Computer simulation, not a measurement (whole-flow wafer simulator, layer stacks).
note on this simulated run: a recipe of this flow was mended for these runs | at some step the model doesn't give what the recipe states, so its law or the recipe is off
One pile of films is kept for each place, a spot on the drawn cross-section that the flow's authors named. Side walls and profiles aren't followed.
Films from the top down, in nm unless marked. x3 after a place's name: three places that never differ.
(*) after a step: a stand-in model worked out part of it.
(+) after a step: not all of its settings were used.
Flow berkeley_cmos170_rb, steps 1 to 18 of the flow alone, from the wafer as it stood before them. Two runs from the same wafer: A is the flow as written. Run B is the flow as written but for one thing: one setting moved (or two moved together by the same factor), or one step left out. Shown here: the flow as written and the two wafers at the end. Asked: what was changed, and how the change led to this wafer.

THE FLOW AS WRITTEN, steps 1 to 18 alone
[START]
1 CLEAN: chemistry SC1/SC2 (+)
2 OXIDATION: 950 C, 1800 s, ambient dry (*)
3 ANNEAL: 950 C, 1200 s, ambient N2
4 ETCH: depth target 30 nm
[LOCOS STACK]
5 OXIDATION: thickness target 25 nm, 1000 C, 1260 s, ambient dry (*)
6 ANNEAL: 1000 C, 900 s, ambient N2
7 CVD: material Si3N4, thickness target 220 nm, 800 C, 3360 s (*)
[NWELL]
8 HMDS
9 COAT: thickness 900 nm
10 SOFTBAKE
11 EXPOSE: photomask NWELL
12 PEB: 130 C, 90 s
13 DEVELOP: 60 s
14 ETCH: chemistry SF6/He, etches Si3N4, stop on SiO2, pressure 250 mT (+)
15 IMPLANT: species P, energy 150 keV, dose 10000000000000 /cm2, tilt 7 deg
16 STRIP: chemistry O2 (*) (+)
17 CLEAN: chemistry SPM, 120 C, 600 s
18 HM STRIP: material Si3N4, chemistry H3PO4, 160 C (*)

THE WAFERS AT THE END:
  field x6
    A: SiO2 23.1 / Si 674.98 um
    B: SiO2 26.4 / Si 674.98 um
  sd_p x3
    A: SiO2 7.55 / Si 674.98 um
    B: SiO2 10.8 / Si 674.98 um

The cause: step 4, ETCH: depth target 10 nm was run, where the flow has depth target 30 nm.

How the change led to this, step by step:
  4 ETCH: depth target 30 nm
      field x6, sd_p x3: A SiO2 -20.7 (all of it) | B SiO2 -10
  5 OXIDATION: thickness target 25 nm, 1000 C, 1260 s, ambient dry (*)
      field x6, sd_p x3: A SiO2 +26.6 (new film), Si -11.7 | B SiO2 +19.1, Si -8.4
